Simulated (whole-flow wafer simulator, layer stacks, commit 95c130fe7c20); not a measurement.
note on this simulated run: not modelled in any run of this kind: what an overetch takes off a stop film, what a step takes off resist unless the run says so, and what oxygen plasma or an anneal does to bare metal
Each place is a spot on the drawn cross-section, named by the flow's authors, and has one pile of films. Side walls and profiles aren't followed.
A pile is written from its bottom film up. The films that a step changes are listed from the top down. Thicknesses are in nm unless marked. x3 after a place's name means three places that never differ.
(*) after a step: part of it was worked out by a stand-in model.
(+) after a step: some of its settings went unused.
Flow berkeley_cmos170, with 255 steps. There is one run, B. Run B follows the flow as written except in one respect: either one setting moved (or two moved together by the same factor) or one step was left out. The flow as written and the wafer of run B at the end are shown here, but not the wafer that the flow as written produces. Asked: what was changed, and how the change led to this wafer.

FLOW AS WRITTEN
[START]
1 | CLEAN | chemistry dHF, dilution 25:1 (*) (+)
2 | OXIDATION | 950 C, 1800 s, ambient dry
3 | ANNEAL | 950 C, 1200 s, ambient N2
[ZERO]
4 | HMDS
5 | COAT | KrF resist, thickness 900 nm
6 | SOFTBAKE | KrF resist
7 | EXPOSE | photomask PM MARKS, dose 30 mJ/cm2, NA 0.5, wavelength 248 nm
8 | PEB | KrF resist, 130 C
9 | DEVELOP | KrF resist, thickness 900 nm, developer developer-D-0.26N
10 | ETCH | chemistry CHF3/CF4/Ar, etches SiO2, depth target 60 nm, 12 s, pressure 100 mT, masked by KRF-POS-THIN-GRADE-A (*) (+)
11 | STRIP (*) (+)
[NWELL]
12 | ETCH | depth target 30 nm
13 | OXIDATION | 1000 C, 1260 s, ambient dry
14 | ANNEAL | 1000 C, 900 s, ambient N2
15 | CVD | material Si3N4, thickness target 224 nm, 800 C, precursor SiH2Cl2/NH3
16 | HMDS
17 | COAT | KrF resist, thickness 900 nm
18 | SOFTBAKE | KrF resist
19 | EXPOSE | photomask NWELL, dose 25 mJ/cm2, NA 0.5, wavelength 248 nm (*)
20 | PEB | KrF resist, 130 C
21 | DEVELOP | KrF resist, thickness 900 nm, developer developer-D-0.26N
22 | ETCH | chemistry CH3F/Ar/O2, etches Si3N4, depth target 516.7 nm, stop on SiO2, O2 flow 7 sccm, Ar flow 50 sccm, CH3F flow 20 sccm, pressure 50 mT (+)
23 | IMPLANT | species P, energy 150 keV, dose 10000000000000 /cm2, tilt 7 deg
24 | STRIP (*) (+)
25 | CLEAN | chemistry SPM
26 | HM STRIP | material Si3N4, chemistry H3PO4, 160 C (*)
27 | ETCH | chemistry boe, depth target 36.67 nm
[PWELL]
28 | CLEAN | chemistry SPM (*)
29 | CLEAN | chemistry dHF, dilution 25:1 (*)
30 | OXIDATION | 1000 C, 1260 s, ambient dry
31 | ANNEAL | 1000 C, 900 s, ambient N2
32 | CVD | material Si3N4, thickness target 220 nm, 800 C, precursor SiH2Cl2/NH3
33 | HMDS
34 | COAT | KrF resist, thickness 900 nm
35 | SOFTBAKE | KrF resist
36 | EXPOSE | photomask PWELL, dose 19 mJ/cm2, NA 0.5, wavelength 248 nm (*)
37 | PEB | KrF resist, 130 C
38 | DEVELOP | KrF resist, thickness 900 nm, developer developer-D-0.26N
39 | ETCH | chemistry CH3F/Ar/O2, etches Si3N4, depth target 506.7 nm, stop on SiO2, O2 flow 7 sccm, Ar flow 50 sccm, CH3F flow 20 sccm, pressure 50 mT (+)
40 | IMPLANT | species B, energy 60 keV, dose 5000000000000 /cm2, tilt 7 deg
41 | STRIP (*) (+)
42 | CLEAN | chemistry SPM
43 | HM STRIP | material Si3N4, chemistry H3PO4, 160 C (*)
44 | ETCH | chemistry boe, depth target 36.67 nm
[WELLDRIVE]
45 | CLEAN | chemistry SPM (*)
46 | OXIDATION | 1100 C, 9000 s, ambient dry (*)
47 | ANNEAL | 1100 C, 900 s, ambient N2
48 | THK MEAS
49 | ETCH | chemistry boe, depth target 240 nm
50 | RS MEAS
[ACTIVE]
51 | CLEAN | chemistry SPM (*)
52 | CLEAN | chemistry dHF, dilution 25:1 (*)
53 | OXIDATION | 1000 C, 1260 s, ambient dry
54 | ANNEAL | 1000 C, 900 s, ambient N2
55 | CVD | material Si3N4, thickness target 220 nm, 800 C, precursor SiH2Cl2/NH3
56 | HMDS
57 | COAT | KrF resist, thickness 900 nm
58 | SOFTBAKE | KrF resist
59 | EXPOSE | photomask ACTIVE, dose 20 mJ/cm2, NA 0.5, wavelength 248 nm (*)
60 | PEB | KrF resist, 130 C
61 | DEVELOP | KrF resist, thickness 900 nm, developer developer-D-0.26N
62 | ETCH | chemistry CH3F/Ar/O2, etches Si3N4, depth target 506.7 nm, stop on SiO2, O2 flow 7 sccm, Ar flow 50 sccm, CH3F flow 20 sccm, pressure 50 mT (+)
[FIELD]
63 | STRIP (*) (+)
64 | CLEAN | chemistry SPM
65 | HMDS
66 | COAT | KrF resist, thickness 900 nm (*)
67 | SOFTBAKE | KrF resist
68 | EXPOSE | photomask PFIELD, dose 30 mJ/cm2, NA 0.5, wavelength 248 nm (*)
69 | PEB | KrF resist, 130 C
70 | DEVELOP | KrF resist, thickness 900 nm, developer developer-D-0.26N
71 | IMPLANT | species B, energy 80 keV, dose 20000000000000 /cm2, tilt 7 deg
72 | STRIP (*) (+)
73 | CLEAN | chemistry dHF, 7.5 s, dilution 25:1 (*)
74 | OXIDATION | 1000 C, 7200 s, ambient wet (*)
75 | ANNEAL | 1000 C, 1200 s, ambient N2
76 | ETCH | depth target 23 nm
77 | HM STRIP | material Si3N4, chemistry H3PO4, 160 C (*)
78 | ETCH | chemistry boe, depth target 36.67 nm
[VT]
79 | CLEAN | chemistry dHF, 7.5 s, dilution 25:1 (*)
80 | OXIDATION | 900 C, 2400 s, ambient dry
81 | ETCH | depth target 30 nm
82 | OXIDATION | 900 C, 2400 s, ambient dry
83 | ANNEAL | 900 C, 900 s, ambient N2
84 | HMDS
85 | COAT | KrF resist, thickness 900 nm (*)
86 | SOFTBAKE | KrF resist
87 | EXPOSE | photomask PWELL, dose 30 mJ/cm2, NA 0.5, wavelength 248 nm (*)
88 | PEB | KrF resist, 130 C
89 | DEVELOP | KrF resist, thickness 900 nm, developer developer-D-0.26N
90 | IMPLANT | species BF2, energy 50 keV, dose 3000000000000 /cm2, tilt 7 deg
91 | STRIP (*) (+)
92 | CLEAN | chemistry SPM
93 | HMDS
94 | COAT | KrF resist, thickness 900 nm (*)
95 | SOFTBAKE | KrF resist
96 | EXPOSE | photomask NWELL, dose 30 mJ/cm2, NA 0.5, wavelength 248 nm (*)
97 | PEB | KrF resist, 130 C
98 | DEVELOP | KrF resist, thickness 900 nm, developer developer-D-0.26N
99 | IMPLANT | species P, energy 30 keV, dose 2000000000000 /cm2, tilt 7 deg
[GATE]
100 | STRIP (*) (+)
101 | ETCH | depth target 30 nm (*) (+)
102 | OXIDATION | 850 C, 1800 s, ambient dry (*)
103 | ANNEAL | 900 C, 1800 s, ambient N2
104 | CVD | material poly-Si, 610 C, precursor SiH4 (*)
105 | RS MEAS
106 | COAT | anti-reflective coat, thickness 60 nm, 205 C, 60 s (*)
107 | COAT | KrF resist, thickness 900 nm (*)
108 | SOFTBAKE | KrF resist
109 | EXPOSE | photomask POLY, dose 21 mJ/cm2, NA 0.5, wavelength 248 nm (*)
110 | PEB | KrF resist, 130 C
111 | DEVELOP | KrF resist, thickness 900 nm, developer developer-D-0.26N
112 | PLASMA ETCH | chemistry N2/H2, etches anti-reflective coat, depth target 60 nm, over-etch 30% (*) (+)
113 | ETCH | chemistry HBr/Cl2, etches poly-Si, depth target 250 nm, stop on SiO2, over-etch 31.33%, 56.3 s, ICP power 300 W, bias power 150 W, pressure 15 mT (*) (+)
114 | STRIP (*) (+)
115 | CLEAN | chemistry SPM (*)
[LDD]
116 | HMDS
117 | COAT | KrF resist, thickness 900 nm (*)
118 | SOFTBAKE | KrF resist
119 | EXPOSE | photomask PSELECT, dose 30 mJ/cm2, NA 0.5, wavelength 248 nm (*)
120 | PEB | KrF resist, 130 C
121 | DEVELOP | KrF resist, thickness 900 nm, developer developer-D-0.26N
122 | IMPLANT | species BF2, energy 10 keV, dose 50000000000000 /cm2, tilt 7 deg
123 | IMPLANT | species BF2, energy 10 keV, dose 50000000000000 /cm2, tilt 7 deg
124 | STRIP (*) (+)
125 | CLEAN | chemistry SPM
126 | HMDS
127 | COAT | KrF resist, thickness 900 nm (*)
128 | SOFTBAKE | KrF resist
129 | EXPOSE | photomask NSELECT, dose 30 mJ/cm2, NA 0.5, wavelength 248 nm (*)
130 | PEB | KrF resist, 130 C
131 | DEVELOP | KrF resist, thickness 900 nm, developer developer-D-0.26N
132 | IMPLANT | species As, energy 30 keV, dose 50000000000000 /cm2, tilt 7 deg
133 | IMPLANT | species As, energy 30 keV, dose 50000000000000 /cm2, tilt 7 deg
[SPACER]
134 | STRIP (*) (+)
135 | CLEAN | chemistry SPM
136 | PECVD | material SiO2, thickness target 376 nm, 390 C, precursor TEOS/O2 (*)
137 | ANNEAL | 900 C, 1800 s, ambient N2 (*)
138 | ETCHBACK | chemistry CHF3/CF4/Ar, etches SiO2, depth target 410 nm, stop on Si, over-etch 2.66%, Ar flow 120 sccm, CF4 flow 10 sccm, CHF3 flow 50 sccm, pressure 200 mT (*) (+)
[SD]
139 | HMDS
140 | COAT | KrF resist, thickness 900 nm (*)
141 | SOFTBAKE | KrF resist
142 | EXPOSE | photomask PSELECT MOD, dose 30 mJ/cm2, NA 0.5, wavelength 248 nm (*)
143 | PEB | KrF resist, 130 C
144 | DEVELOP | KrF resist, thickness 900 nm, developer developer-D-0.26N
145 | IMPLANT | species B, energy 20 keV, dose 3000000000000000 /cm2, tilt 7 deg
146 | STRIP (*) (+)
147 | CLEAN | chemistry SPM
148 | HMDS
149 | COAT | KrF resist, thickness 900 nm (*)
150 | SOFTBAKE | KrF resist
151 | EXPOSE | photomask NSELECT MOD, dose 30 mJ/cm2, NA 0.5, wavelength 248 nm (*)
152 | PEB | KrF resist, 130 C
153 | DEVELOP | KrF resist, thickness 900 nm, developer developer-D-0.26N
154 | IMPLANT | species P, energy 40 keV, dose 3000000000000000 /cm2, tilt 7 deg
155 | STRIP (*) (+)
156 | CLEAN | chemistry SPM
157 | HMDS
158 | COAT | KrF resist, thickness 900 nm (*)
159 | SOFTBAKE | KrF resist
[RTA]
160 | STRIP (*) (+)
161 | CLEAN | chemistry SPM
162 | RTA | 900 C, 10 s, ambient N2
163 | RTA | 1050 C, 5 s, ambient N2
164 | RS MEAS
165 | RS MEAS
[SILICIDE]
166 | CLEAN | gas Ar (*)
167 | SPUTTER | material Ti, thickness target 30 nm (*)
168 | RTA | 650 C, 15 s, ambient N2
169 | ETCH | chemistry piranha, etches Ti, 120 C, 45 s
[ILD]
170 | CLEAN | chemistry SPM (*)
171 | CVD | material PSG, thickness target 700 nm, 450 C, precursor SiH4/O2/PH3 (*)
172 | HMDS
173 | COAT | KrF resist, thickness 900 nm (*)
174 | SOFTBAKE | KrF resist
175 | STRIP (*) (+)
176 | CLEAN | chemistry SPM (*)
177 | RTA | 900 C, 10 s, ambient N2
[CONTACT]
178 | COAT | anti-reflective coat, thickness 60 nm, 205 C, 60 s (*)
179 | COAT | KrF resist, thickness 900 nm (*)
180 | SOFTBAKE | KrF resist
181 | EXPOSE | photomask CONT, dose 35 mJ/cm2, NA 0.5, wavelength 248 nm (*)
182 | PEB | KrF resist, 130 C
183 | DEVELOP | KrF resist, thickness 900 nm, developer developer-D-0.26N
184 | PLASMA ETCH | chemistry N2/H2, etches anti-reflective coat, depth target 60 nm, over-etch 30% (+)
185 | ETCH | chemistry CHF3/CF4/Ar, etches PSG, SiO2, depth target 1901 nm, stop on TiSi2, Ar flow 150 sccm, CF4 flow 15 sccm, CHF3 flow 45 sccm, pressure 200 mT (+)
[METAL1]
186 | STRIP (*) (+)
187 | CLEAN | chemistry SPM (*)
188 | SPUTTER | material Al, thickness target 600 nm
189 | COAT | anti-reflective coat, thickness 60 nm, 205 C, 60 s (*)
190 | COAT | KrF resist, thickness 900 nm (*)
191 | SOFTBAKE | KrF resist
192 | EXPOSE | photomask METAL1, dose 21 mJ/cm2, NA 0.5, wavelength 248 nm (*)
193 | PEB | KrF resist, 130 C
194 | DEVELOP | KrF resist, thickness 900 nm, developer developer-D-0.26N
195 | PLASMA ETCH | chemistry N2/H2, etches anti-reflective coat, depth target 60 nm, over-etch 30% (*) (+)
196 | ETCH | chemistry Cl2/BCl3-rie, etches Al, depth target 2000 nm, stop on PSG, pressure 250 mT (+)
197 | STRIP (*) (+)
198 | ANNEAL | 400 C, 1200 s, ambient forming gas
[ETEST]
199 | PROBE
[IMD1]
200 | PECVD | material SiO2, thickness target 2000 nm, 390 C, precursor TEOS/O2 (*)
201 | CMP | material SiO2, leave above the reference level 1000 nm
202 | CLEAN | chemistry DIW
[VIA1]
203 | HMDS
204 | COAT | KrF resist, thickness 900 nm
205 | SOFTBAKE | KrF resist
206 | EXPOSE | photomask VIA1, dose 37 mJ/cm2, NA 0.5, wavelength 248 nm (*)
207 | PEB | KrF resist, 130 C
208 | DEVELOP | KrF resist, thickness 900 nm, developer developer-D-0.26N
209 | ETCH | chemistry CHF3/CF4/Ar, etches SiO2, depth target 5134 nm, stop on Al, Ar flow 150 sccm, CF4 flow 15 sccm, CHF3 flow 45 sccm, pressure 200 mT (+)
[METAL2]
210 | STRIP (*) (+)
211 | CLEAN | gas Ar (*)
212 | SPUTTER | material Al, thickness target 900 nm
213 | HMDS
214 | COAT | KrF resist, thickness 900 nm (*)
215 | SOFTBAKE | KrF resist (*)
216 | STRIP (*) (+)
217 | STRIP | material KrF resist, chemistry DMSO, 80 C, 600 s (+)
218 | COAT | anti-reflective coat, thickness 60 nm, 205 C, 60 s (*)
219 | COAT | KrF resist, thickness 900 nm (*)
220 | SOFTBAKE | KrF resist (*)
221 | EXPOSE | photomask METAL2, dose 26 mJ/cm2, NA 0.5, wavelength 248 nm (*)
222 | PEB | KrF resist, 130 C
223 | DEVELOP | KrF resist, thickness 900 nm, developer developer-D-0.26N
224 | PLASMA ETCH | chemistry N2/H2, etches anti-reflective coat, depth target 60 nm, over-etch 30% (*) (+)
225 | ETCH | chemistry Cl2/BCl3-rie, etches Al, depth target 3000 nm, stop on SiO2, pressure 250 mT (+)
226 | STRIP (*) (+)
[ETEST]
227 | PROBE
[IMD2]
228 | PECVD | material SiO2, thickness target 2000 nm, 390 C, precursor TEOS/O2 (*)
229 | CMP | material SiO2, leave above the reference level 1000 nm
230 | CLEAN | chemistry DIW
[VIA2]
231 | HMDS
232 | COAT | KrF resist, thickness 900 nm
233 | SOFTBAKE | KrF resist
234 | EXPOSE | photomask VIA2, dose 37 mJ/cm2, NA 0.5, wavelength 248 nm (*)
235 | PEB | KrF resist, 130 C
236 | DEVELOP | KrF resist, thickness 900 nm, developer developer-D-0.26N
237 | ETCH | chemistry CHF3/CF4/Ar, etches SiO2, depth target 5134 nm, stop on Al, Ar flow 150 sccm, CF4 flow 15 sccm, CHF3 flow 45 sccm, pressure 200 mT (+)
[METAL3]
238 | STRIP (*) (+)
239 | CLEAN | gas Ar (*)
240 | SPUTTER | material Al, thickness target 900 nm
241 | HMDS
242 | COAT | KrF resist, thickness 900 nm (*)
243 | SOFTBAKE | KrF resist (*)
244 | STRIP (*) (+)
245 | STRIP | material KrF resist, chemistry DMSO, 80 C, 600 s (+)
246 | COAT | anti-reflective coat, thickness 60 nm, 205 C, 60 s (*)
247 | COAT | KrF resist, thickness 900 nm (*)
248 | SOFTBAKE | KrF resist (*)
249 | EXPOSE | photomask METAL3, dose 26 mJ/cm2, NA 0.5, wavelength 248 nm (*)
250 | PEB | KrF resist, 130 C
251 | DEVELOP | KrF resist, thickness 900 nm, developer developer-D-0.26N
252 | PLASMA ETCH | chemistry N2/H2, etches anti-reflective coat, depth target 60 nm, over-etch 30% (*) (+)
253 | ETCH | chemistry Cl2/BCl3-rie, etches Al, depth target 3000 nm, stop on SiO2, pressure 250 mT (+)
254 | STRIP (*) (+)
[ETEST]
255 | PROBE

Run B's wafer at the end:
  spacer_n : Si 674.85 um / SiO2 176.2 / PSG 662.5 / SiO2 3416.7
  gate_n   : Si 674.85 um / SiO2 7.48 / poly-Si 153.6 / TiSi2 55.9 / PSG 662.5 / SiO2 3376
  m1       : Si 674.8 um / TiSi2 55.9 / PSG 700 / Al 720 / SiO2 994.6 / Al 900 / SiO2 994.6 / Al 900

What caused this: step 188, SPUTTER: thickness target 720 nm was run, while the flow as written has thickness target 600 nm.
The wafer itself shows it: m1 has Al 720, and step 188 as written asks for 600 nm.

The path from the change to this, step by step:
  188 | SPUTTER | material Al, thickness target 600 nm
      field, sd_n, spacer_n and 7 more: +720 Al (new film) (as written it would have been: +600 Al (new film))
      sd_p: +692.6 Al (new film) (as written it would have been: +573.8 Al (new film))
      (as well as at 1 more place)
  189 | COAT | anti-reflective coat, thickness 60 nm, 205 C, 60 s (*)
      sd_n: +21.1 anti-reflective coat (new film) (as written it would have been: +17.7 anti-reflective coat (new film))
      contact: +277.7 anti-reflective coat (new film) (as written it would have been: +261.9 anti-reflective coat (new film))
  190 | COAT | KrF resist, thickness 900 nm (*)
      sd_n: +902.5 KrF resist (new film) (as written it would have been: +922.1 KrF resist (new film))
  194 | DEVELOP | KrF resist, thickness 900 nm, developer developer-D-0.26N
      sd_n: -901 KrF resist (all of it) (as written it would have been: -920.6 KrF resist (all of it))
  195 | PLASMA ETCH | chemistry N2/H2, etches anti-reflective coat, depth target 60 nm, over-etch 30% (*) (+)
      sd_n: -21.1 anti-reflective coat (all of it) (as written it would have been: -17.7 anti-reflective coat (all of it))
  196 | ETCH | chemistry Cl2/BCl3-rie, etches Al, depth target 2000 nm, stop on PSG, pressure 250 mT (+)
      field, sd_n, spacer_n, gate_n, spacer_p, gate_p: -720 Al (all of it), -37.5 PSG (as written it would have been: -600 Al (all of it), -37.5 PSG)
      contact, m1, via1, m2, via2: -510 KrF resist (as written it would have been: -450 KrF resist)
      (as well as at 1 more place)
  197 | STRIP (*) (+)
      contact: -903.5 KrF resist (all of it), -277.7 anti-reflective coat (all of it) (as written it would have been: -966.1 KrF resist (all of it), -261.9 anti-reflective coat (all of it))
      m1: -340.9 KrF resist (all of it), -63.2 anti-reflective coat (all of it) (as written it would have been: -404.7 KrF resist (all of it), -63 anti-reflective coat (all of it))
      (as well as at 3 more places)
  201 | CMP | material SiO2, leave above the reference level 1000 nm
      spacer_n, spacer_p: -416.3 SiO2 (as written it would have been: -536.3 SiO2)
      gate_n, gate_p: -457.1 SiO2 (as written it would have been: -577.1 SiO2)
      (as well as at 4 more places)
